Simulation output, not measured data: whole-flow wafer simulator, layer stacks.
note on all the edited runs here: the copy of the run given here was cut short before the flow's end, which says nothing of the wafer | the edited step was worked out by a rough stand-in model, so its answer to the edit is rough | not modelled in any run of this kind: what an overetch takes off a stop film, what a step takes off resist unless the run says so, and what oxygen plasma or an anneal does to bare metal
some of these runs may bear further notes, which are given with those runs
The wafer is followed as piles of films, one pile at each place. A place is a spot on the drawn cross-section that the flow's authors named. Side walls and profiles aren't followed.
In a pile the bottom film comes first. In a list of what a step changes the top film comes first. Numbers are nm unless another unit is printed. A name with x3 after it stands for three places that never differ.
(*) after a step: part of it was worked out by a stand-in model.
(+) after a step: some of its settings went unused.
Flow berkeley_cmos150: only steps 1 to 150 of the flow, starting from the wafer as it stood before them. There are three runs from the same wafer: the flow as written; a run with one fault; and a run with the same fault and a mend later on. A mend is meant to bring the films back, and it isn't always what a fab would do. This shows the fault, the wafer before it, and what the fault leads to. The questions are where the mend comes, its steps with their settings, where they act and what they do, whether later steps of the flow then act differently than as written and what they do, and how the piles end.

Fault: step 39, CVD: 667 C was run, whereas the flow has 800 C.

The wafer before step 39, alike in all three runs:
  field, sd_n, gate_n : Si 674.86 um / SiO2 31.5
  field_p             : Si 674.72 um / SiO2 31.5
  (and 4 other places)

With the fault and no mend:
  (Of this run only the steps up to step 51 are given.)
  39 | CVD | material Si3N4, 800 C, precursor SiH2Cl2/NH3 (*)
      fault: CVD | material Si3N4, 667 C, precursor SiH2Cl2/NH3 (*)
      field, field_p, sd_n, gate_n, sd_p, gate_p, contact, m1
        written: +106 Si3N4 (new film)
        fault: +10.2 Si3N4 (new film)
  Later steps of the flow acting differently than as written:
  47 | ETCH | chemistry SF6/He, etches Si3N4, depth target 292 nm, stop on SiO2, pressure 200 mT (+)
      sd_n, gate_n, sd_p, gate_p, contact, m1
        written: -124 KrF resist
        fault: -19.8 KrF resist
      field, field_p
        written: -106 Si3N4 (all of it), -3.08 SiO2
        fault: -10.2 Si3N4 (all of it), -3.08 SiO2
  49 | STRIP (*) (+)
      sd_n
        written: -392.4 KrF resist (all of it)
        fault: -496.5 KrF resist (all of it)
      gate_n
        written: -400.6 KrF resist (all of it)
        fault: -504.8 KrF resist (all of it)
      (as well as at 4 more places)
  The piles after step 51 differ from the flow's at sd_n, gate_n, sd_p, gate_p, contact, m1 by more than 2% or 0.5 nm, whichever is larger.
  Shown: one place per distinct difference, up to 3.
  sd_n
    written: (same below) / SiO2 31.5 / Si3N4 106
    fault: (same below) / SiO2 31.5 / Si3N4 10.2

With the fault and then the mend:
  The mend follows step 39.
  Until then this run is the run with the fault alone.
  39a | CVD | material Si3N4, 800 C, precursor SiH2Cl2/NH3 (*) (the flow's step 39 again, with other settings that aren't printed)
      field, field_p, sd_n, gate_n, sd_p, gate_p, contact, m1
        +95.9 Si3N4
  Every later step of the flow that is run acts as written, at every place that is followed, to within 2% or 0.5 nm, whichever is larger.
  By the end, the piles equal the flow's at every place that both follow.
